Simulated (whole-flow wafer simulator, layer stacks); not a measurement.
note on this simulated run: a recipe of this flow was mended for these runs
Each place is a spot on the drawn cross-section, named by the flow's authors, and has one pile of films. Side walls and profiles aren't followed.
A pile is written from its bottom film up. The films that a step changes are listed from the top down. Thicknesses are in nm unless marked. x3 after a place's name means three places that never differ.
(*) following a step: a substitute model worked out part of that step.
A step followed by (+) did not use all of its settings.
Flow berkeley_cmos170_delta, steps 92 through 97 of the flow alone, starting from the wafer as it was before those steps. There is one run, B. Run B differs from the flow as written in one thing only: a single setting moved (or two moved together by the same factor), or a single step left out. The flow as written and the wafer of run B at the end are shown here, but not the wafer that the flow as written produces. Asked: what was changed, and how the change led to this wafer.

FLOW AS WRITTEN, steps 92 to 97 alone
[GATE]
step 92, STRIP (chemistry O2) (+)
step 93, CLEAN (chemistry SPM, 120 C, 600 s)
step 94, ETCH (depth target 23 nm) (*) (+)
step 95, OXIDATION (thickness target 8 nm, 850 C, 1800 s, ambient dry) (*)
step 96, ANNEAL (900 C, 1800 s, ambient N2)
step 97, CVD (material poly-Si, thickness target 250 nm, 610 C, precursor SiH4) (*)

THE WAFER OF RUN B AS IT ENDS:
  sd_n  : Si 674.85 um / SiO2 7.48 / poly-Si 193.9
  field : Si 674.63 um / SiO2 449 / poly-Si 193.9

Cause: step 97, CVD: 598 C was run, whereas the flow has 610 C.

The path from the change to this, step by step:
  step 97, CVD (material poly-Si, thickness target 250 nm, 610 C, precursor SiH4) (*)
      field, sd_n, spacer_n, gate, sd_p, spacer_p x2, contact, m1: poly-Si gains 193.9 (new film) (as written it would have been: poly-Si gains 250 (new film))
